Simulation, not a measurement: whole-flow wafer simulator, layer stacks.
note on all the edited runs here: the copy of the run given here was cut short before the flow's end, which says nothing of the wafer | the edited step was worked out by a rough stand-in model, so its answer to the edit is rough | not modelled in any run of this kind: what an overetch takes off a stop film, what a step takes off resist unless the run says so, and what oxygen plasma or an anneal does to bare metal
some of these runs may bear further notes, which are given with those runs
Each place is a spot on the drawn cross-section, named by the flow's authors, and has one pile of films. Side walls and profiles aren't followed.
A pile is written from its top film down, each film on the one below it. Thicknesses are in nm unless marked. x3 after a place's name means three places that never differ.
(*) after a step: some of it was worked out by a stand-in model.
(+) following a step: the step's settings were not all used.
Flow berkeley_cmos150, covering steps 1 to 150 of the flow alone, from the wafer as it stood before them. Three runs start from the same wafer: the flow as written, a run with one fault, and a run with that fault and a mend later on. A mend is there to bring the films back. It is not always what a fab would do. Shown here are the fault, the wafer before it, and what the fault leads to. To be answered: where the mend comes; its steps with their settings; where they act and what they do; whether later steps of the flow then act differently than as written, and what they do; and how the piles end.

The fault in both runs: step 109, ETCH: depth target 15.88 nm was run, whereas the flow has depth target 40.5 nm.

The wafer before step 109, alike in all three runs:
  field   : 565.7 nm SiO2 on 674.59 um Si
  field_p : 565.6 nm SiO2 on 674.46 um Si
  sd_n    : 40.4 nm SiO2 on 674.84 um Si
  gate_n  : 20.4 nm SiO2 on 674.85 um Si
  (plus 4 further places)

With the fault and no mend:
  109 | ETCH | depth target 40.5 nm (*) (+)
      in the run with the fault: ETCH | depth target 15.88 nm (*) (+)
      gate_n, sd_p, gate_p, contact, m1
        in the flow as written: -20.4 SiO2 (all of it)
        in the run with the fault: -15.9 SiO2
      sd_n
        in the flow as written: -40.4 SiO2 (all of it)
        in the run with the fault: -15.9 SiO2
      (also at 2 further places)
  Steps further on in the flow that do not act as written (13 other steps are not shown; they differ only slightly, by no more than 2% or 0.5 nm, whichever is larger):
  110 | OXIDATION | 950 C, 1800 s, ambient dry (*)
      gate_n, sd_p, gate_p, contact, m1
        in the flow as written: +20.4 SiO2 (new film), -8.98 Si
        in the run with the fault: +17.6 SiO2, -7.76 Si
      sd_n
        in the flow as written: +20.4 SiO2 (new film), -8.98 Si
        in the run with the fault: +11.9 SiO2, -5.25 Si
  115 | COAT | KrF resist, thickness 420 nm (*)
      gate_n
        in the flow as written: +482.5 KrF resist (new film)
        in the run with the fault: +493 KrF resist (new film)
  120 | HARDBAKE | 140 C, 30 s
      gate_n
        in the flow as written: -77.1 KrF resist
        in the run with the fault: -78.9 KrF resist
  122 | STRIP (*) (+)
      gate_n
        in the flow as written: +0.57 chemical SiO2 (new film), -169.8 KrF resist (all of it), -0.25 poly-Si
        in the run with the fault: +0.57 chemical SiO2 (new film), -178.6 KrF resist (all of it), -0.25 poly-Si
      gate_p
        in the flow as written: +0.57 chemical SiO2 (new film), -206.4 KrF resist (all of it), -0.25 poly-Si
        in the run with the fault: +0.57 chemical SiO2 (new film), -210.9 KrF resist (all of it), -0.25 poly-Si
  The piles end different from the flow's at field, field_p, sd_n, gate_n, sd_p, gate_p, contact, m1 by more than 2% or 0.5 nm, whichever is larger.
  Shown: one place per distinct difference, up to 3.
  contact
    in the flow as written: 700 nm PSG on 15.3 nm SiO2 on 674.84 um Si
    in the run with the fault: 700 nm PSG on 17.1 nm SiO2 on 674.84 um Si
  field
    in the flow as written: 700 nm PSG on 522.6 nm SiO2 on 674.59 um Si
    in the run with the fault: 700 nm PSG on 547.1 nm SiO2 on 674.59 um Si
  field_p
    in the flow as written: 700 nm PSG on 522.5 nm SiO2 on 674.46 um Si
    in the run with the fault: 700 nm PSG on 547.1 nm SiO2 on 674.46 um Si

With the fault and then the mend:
  After step 109 comes the mend.
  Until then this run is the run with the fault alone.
  109a | ETCH | depth target 24.62 nm (*) (+) (a further turn of the flow's step 109, with different settings)
      gate_n, sd_p, gate_p, contact, m1
        -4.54 SiO2 (all of it)
      field, field_p
        -24.6 SiO2
      sd_n
        -24.6 SiO2 (all of it)
  Every later step of the flow that is run acts as written, at every place that is followed, to within 2% or 0.5 nm, whichever is larger.
  By the end, the piles equal the flow's at every place that both follow.
